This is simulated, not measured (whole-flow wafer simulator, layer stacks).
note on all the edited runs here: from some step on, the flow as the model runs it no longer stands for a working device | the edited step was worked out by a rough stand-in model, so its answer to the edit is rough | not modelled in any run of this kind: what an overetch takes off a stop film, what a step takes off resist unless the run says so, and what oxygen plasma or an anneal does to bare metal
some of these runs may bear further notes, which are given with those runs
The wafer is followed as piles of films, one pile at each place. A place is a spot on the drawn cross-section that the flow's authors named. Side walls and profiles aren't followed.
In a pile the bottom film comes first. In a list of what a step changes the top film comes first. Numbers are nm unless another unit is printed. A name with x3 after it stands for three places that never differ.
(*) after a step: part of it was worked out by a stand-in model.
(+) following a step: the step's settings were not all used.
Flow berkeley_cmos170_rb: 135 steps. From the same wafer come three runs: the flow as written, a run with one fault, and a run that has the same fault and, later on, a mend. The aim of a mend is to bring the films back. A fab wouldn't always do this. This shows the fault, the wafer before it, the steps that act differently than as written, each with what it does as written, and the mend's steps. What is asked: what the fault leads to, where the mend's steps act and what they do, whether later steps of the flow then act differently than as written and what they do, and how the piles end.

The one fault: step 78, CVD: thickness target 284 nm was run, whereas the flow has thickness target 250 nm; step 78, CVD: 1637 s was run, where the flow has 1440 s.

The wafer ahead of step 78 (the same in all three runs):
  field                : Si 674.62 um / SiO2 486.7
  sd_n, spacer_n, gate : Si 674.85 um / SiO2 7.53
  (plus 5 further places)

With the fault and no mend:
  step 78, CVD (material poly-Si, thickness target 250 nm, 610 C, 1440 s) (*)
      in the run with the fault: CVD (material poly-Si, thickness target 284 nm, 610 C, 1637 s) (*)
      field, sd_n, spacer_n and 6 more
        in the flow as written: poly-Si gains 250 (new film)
        in the run with the fault: poly-Si gains 284 (new film)
  Steps later in the flow that act otherwise than as written (7 more steps, not shown, differ only slightly: by at most 2% or 0.5 nm, whichever is larger):
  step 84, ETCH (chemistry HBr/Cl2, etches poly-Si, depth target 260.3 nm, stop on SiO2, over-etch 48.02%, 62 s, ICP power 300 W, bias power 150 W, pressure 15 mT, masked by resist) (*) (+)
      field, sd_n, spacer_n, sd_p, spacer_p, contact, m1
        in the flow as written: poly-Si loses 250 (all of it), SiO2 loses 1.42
        in the run with the fault: poly-Si loses 284 (all of it), SiO2 loses 0.51
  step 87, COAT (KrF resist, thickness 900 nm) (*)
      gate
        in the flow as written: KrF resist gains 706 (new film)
        in the run with the fault: KrF resist gains 679.9 (new film)
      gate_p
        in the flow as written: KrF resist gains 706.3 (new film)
        in the run with the fault: KrF resist gains 680.3 (new film)
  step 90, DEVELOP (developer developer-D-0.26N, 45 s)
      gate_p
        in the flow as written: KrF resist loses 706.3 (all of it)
        in the run with the fault: KrF resist loses 680.3 (all of it)
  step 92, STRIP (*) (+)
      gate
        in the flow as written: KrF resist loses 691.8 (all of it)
        in the run with the fault: KrF resist loses 665.7 (all of it)
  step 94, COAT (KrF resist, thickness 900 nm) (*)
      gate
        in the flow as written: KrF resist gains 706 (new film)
        in the run with the fault: KrF resist gains 679.9 (new film)
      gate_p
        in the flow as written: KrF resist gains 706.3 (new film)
        in the run with the fault: KrF resist gains 680.3 (new film)
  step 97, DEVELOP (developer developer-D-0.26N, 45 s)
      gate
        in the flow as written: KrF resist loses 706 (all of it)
        in the run with the fault: KrF resist loses 679.9 (all of it)
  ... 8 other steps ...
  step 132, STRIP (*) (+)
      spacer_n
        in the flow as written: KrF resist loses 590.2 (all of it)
        in the run with the fault: KrF resist loses 574.7 (all of it)
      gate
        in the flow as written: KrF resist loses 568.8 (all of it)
        in the run with the fault: KrF resist loses 555.6 (all of it)
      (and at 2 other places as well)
  By the end, the piles at spacer_n, gate, spacer_p, gate_p depart from the flow's by more than 2% or 0.5 nm, whichever is larger.
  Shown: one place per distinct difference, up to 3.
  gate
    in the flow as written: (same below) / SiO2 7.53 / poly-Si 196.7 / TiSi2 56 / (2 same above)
    in the run with the fault: (same below) / SiO2 7.53 / poly-Si 230.7 / TiSi2 56 / (2 same above)
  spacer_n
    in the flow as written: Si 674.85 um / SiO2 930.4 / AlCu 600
    in the run with the fault: Si 674.85 um / SiO2 964.4 / AlCu 600
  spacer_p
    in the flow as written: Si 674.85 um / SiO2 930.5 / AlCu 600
    in the run with the fault: Si 674.85 um / SiO2 964.5 / AlCu 600

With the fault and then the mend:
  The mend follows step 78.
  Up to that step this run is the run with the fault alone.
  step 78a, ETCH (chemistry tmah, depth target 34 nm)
      field, sd_n, spacer_n and 6 more
        poly-Si loses 34
  Later steps of the flow that are run all act as written at every place that is followed.
  At every place that both follow, the piles at the end match the flow's.
